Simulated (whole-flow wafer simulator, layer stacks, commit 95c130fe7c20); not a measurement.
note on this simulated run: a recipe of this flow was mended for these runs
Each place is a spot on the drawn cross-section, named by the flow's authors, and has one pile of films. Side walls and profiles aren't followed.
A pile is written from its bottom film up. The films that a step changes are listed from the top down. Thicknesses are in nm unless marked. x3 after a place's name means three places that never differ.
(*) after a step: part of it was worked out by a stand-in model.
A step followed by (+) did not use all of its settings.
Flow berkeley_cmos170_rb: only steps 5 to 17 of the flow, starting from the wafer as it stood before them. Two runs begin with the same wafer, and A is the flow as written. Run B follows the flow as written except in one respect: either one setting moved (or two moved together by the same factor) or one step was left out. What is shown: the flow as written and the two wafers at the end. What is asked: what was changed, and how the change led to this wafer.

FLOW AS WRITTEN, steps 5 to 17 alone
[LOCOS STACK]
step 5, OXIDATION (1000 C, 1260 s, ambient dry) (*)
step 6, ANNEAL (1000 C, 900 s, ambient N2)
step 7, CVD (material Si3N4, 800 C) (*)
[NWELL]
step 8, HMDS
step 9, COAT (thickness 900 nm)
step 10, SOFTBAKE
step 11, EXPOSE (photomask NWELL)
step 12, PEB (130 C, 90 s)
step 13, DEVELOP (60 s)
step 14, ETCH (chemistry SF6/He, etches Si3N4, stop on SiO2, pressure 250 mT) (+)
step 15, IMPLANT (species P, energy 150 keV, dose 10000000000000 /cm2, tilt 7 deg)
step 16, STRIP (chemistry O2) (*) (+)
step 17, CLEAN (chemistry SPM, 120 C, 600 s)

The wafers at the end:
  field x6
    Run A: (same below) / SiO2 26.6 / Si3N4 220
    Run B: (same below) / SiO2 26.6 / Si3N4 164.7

The reason: step 7, CVD: 780 C was run, though the flow has 800 C.

How this came from the change, step by step:
  step 7, CVD (material Si3N4, 800 C) (*)
      field x6, sd_p x3: A Si3N4 gains 220 (new film) | B Si3N4 gains 164.7 (new film)
  step 14, ETCH (chemistry SF6/He, etches Si3N4, stop on SiO2, pressure 250 mT) (+)
      field x6: A KrF-resist loses 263 | B KrF-resist loses 202.9
      sd_p x3: A Si3N4 loses 220 (all of it), SiO2 loses 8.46 | B Si3N4 loses 164.7 (all of it), SiO2 loses 8.46
  step 16, STRIP (chemistry O2) (*) (+)
      field x6: A KrF-resist loses 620 (all of it) | B KrF-resist loses 680.2 (all of it)
